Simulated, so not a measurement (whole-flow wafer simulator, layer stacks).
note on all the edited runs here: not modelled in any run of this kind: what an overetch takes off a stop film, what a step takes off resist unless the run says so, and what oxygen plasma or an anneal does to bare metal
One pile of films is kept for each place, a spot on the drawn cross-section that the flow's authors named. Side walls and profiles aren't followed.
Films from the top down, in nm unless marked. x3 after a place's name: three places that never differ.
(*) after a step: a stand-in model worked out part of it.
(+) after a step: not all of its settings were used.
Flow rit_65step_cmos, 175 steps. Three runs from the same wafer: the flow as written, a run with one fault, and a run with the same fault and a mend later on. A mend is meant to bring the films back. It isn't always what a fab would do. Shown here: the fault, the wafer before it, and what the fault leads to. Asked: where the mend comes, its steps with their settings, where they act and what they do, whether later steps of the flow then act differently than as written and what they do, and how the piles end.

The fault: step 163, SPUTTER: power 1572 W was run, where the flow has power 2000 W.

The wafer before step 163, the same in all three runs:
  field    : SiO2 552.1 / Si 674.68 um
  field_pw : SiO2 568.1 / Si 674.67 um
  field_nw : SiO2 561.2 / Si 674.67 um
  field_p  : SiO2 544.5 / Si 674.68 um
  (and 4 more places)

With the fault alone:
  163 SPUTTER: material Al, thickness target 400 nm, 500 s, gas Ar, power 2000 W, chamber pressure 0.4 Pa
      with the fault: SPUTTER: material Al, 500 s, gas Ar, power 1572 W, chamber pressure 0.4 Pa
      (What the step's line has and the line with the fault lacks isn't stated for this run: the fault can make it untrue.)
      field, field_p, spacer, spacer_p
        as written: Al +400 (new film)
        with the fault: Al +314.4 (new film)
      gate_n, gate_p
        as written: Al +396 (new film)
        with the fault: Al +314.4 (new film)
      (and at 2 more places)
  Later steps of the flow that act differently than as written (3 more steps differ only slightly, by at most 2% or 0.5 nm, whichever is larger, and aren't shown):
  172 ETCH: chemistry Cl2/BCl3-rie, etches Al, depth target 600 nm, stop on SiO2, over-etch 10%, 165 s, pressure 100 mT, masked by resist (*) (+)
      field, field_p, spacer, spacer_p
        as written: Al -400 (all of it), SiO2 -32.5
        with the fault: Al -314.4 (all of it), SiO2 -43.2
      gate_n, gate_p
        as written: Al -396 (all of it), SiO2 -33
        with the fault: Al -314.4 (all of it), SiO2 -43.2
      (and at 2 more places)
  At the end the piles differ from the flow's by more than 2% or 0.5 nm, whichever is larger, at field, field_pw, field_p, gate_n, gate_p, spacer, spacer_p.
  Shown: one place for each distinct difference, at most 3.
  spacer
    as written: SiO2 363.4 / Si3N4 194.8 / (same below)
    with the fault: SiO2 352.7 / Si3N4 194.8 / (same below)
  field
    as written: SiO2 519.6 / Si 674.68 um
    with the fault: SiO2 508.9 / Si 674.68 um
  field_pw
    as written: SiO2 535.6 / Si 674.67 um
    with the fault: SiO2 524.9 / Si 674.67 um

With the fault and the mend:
  The mend comes after step 164.
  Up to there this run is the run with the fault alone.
  164a ETCH: chemistry al pan, depth target 362.4 nm
      field, field_p, gate_n, gate_p, spacer, spacer_p
        Al -314.4 (all of it)
      field_pw
        Al -314 (all of it)
      field_nw
        Al -314.1 (all of it)
  164b SPUTTER: material Al, thickness target 400 nm, 500 s, gas Ar, power 2000 W, chamber pressure 0.4 Pa (the flow's step 163 once more)
      field, field_pw, field_p, spacer, spacer_p
        Al +400 (new film)
      gate_n, gate_p
        Al +396 (new film)
      field_nw
        Al +397.2 (new film)
  No later step of the flow acts differently than as written at any place that is followed.
  At the end the piles are the same as the flow's at every place that both follow.
